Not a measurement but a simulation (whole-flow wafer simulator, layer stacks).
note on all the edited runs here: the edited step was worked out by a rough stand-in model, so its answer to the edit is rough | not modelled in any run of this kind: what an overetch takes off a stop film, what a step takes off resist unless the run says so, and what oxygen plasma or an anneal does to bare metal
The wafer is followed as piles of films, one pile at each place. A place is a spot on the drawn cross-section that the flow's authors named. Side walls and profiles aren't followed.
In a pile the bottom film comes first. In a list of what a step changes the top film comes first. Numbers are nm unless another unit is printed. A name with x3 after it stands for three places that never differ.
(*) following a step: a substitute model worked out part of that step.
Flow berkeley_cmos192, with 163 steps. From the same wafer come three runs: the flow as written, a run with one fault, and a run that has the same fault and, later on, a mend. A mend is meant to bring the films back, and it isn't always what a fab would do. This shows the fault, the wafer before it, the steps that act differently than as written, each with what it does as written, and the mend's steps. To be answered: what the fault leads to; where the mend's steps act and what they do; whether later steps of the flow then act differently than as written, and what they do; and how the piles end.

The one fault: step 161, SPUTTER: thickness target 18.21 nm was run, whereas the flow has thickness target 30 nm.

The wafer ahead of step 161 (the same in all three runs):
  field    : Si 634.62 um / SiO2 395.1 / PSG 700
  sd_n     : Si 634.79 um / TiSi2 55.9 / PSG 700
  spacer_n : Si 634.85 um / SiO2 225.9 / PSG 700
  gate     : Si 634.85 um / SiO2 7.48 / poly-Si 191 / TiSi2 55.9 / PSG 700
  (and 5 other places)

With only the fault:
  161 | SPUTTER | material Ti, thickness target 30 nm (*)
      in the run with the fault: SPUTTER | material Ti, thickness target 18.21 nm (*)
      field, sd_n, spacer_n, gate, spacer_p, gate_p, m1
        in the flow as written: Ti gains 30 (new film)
        in the run with the fault: Ti gains 18.2 (new film)
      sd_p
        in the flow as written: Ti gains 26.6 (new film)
        in the run with the fault: Ti gains 16.2 (new film)
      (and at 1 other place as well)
  Later steps of the flow that are run all act as written at every place that is followed, up to a difference of at most 2% or 0.5 nm, whichever is larger.
  At field, sd_n, spacer_n and 6 more, the piles at the end differ from the flow's by more than 2% or 0.5 nm, whichever is larger.
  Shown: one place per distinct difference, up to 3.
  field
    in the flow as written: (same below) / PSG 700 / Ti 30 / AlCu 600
    in the run with the fault: (same below) / PSG 700 / Ti 18.2 / AlCu 600
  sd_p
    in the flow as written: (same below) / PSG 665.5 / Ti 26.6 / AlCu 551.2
    in the run with the fault: (same below) / PSG 665.5 / Ti 16.2 / AlCu 551.8
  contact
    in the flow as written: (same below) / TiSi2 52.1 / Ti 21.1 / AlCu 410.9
    in the run with the fault: (same below) / TiSi2 52.1 / Ti 12.8 / AlCu 412.8

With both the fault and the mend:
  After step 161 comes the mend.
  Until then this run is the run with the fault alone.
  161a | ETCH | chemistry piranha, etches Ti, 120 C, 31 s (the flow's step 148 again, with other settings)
      field, sd_n, spacer_n, gate, spacer_p, gate_p, m1
        Ti loses 18.2 (all of it)
      sd_p
        Ti loses 16.2 (all of it)
      contact
        Ti loses 12.8 (all of it), TiSi2 loses 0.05
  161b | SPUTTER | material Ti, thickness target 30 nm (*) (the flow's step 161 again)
      field, sd_n, spacer_n, gate, spacer_p, gate_p, m1
        Ti gains 30 (new film)
      sd_p
        Ti gains 26.6 (new film)
      contact
        Ti gains 21.1 (new film)
  Later steps of the flow that are run all act as written at every place that is followed.
  The piles end only slightly different from the flow's at the places that both follow, by no more than 2% or 0.5 nm, whichever is larger.
